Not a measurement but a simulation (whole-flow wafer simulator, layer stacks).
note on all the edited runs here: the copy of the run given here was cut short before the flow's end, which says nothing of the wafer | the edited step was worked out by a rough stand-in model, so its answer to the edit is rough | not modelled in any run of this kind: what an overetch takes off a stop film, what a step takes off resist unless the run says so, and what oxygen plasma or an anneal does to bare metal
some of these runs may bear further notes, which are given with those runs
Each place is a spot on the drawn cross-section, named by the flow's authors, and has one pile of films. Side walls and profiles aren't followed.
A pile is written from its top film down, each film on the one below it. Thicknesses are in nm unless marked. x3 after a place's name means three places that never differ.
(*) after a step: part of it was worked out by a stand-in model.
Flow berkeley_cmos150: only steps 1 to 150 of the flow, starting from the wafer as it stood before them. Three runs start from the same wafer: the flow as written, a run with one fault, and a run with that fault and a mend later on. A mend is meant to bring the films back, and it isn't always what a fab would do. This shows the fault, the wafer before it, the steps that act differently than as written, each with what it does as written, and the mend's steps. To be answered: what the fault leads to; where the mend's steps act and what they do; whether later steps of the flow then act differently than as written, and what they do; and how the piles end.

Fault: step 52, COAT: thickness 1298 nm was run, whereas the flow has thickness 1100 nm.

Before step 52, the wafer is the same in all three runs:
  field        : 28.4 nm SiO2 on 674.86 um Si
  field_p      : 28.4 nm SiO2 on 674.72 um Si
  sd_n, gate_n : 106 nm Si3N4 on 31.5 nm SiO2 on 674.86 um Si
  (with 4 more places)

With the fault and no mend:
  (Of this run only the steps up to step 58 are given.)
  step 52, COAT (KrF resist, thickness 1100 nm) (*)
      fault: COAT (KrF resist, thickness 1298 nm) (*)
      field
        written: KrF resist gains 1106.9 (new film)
        fault: KrF resist gains 1305.6 (new film)
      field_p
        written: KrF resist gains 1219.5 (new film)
        fault: KrF resist gains 1420.8 (new film)
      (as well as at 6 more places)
  Steps further on in the flow that do not act as written:
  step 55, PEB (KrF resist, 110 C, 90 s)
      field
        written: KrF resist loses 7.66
        fault: KrF resist loses 9.07
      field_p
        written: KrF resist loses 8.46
        fault: KrF resist loses 9.9
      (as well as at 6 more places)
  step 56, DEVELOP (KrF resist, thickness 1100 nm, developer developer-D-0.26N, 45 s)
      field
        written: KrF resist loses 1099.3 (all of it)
        fault: KrF resist loses 1296.6 (all of it)
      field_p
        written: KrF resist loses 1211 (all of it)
        fault: KrF resist loses 1410.9 (all of it)
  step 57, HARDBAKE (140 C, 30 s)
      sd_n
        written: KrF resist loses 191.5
        fault: KrF resist loses 228
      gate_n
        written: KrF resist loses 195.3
        fault: KrF resist loses 231.8
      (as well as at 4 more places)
  The piles after step 58 differ from the flow's at sd_n, gate_n, sd_p, gate_p, contact, m1 by more than 2% or 0.5 nm, whichever is larger.
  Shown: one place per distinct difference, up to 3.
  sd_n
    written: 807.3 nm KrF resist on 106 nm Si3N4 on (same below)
    fault: 965.2 nm KrF resist on 106 nm Si3N4 on (same below)
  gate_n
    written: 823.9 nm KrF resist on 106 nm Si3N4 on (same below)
    fault: 981.7 nm KrF resist on 106 nm Si3N4 on (same below)
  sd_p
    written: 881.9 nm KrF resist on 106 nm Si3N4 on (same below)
    fault: 1042.3 nm KrF resist on 106 nm Si3N4 on (same below)

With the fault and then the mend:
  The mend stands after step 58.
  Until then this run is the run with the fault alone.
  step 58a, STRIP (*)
      sd_n
        KrF resist loses 965.2 (all of it)
      gate_n
        KrF resist loses 981.7 (all of it)
      sd_p
        KrF resist loses 1042.3 (all of it)
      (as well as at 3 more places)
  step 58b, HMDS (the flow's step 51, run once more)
      does not change any film at any place that is followed
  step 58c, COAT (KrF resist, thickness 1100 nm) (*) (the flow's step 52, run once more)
      field
        KrF resist gains 1106.9 (new film)
      field_p
        KrF resist gains 1219.5 (new film)
      sd_n
        KrF resist gains 1019.1 (new film)
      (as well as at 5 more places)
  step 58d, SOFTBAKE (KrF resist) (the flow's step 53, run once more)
      does not change any film at any place that is followed
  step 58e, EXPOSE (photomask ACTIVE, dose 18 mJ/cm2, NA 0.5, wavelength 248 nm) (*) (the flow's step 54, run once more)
      does not change any film at any place that is followed
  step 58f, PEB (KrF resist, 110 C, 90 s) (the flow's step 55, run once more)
      field
        KrF resist loses 7.66
      field_p
        KrF resist loses 8.46
      sd_n
        KrF resist loses 7.04
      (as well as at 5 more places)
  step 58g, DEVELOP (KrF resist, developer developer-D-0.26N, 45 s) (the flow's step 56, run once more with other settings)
      sd_n, gate_n, sd_p, gate_p, contact, m1
        KrF resist loses 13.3
      field
        KrF resist loses 1099.3 (all of it)
      field_p
        KrF resist loses 1211 (all of it)
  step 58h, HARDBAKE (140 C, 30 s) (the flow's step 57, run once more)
      sd_n
        KrF resist loses 191.5
      gate_n
        KrF resist loses 195.3
      sd_p
        KrF resist loses 208.8
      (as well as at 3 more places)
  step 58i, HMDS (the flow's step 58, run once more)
      does not change any film at any place that is followed
  None of the later steps of the flow acts differently than as written at any place that is followed.
  The piles end the same as the flow's at every place that both follow.
